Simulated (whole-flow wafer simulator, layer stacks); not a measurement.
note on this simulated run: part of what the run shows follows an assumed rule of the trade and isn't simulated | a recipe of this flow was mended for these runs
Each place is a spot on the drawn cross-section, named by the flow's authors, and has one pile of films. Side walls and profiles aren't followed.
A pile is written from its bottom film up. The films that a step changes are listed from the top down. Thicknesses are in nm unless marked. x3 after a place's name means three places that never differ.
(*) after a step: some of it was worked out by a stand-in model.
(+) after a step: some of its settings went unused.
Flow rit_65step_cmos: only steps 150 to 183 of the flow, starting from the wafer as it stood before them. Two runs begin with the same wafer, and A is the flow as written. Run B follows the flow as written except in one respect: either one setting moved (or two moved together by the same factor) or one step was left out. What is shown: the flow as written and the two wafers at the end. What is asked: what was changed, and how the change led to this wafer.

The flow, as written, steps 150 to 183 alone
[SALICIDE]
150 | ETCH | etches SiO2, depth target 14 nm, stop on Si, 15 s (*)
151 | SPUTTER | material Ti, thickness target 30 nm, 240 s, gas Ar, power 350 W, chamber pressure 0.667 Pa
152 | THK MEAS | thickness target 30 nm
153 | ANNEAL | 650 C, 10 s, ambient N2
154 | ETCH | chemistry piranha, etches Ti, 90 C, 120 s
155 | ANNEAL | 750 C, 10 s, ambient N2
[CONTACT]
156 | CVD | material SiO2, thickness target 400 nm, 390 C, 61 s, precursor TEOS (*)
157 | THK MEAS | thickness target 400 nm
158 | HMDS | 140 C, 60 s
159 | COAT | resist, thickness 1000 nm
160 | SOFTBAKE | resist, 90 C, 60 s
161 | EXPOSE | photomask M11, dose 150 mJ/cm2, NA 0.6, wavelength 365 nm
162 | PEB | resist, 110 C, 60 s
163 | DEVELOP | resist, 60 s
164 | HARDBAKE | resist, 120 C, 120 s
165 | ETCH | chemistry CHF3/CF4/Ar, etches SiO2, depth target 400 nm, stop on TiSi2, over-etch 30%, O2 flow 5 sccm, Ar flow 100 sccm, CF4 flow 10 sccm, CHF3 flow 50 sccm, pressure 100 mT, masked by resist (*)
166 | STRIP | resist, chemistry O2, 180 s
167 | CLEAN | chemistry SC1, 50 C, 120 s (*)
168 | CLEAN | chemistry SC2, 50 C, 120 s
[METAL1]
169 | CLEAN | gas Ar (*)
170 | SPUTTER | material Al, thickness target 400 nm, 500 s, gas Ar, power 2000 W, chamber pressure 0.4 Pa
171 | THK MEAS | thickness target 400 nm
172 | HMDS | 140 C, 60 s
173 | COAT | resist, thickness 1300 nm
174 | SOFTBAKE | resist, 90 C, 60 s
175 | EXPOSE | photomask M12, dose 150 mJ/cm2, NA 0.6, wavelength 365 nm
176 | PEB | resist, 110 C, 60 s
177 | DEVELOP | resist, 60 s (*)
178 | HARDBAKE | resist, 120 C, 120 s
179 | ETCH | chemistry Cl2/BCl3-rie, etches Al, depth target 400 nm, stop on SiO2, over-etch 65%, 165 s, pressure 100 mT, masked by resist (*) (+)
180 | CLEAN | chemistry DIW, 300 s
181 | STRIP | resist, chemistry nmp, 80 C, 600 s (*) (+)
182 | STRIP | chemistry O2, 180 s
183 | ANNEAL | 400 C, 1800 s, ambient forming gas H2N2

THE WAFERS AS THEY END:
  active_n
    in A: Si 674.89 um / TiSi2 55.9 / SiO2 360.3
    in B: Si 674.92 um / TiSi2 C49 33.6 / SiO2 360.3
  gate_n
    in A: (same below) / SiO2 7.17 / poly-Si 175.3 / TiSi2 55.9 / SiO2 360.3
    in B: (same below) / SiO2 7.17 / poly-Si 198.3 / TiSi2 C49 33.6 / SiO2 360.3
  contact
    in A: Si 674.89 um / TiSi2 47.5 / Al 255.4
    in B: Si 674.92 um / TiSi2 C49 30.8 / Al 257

Cause: step 151, SPUTTER: thickness target 17 nm was run, while the flow as written has thickness target 30 nm; step 151, SPUTTER: 136 s was run, where the flow has 240 s.

The path from the change to this, step by step:
  151 | SPUTTER | material Ti, thickness target 30 nm, 240 s, gas Ar, power 350 W, chamber pressure 0.667 Pa
      field, field_pw, field_nw and 11 more: A +30 Ti (new film) | B +17 Ti (new film)
  153 | ANNEAL | 650 C, 10 s, ambient N2
      active_n, active_p, sd_n, sd_p, contact, m1: A -23.4 Ti, +15 TiSi first (new film), +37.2 TiSi2 C49 (new film), -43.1 Si | B -13.3 Ti, +33.7 TiSi2 C49 (new film), -30.1 Si
      gate_n, gate_p: A -23.4 Ti, +15 TiSi first (new film), +37.2 TiSi2 C49 (new film), -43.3 poly-Si | B -13.3 Ti, +33.7 TiSi2 C49 (new film), -30.2 poly-Si
  154 | ETCH | chemistry piranha, etches Ti, 90 C, 120 s
      active_n, active_p, gate_n, gate_p, sd_n, sd_p, contact, m1: A -6.6 Ti (all of it), -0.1 TiSi first | B -3.74 Ti (all of it), -0.11 TiSi2 C49
      field, field_pw, field_nw, field_p, spacer, spacer_p: A -30 Ti (all of it) | B -17 Ti (all of it)
  155 | ANNEAL | 750 C, 10 s, ambient N2
      active_n, active_p, sd_n, sd_p, contact, m1: A +55.9 TiSi2 (new film), -14.9 TiSi first (all of it), -37.2 TiSi2 C49 (all of it), -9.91 Si | B nothing
      gate_n, gate_p: A +55.9 TiSi2 (new film), -14.9 TiSi first (all of it), -37.2 TiSi2 C49 (all of it), -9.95 poly-Si | B nothing
  165 | ETCH | chemistry CHF3/CF4/Ar, etches SiO2, depth target 400 nm, stop on TiSi2, over-etch 30%, O2 flow 5 sccm, Ar flow 100 sccm, CF4 flow 10 sccm, CHF3 flow 50 sccm, pressure 100 mT, masked by resist (*)
      contact: A -400 SiO2 (all of it), -6 TiSi2 | B -400 SiO2 (all of it)
  169 | CLEAN | gas Ar (*)
      contact: A -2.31 TiSi2 | B -2.44 TiSi2 C49
